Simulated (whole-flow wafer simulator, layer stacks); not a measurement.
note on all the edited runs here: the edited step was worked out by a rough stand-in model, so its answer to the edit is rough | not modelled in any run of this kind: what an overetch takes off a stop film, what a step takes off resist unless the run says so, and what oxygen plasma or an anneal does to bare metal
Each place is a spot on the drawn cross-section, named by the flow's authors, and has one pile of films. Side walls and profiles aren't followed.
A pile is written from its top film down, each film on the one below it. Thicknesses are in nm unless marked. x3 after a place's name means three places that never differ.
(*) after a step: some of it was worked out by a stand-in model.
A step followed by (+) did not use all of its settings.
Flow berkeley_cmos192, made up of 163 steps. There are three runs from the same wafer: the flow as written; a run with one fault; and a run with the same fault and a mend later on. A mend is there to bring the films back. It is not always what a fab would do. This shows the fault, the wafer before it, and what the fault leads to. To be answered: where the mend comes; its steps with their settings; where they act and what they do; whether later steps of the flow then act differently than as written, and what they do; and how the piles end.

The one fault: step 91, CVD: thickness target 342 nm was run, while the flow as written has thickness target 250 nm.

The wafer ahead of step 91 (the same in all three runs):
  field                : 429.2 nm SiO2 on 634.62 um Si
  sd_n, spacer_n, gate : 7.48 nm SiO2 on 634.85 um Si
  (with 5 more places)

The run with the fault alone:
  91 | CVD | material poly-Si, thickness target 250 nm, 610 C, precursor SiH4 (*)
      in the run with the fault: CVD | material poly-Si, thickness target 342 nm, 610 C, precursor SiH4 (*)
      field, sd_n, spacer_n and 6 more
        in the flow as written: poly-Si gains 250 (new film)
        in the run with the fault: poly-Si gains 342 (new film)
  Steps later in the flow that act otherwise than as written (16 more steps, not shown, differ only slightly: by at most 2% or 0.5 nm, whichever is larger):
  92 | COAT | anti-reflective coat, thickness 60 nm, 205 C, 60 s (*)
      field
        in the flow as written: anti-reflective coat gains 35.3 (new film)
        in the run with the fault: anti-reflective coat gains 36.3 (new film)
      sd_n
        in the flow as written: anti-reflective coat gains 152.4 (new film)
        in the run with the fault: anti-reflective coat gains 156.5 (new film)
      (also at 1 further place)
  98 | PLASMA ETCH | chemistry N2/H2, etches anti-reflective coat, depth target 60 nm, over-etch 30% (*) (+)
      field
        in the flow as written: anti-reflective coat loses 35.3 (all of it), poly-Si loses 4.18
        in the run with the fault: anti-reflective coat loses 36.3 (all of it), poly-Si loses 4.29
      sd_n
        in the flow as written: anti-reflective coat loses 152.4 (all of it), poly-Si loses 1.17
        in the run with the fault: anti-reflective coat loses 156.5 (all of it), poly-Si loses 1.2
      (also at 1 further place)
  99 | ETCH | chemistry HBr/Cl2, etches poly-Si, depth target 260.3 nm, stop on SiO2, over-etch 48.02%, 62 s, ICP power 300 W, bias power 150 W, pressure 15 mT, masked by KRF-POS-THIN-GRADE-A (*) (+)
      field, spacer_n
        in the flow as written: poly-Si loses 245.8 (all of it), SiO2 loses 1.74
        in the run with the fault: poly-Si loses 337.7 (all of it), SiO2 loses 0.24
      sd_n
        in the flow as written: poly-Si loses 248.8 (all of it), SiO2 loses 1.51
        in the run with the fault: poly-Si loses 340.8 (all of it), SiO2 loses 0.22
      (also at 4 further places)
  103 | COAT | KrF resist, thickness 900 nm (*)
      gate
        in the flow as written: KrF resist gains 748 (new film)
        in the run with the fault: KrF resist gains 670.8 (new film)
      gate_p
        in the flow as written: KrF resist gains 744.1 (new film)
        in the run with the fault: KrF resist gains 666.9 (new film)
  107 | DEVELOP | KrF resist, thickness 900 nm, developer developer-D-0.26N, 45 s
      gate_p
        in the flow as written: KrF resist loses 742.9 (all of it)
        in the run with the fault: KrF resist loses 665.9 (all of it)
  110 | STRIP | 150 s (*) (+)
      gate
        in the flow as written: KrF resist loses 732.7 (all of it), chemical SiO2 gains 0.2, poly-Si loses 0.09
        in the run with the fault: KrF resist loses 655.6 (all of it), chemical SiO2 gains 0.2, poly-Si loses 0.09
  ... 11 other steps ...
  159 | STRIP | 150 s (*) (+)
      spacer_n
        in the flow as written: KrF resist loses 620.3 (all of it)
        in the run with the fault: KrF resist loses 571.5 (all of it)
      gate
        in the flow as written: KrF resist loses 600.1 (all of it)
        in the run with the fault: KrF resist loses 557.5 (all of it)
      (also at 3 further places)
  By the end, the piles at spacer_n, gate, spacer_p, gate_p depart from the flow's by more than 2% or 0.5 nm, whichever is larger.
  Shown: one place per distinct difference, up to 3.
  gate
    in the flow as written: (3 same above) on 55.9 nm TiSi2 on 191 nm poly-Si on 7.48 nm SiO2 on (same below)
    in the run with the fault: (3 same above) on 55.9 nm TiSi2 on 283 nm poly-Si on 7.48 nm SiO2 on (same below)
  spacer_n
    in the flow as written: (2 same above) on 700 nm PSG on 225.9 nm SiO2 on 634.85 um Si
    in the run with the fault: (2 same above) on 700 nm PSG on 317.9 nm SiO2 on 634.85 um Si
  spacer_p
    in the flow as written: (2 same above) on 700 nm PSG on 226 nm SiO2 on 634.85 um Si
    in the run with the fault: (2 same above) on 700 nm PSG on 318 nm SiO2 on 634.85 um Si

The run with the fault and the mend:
  After step 91 comes the mend.
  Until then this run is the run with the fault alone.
  91a | ETCH | chemistry tmah, depth target 393.3 nm
      field, sd_n, spacer_n and 6 more
        poly-Si loses 342 (all of it)
  91b | CLEAN | chemistry SPM (a further turn of the flow's step 87)
      does not change any film at any place that is followed
  91c | CVD | material poly-Si, thickness target 250 nm, 610 C, precursor SiH4 (*) (a further turn of the flow's step 91)
      field, sd_n, spacer_n and 6 more
        poly-Si gains 250 (new film)
  Every later step of the flow that is run acts as written at every place that is followed.
  At every place that both follow, the piles at the end match the flow's.
